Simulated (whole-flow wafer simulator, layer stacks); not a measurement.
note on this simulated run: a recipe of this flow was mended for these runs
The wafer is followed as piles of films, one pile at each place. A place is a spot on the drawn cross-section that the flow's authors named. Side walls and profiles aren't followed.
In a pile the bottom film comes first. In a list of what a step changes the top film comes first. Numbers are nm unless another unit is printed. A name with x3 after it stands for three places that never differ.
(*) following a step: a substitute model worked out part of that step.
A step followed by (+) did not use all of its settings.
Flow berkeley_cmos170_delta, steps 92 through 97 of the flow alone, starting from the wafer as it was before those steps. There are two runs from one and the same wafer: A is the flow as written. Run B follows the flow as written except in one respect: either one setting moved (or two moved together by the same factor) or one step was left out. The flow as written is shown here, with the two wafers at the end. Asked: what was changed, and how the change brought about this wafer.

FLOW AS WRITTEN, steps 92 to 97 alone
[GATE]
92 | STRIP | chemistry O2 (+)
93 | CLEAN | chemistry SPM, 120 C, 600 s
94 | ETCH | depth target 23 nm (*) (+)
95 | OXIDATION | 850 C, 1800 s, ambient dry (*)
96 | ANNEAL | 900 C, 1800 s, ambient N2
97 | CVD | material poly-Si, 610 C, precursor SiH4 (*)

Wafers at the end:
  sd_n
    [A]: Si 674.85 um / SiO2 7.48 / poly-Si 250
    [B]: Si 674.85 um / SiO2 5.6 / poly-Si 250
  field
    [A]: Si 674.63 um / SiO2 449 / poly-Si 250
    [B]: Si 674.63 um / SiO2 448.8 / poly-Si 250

The reason: step 95, OXIDATION: 1080 s was run, while the flow as written has 1800 s.

How this came from the change, step by step:
  95 | OXIDATION | 850 C, 1800 s, ambient dry (*)
      sd_n, spacer_n, gate, sd_p, spacer_p x2, contact, m1: A SiO2 gains 7.48 (new film), Si loses 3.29 | B SiO2 gains 5.6 (new film), Si loses 2.47
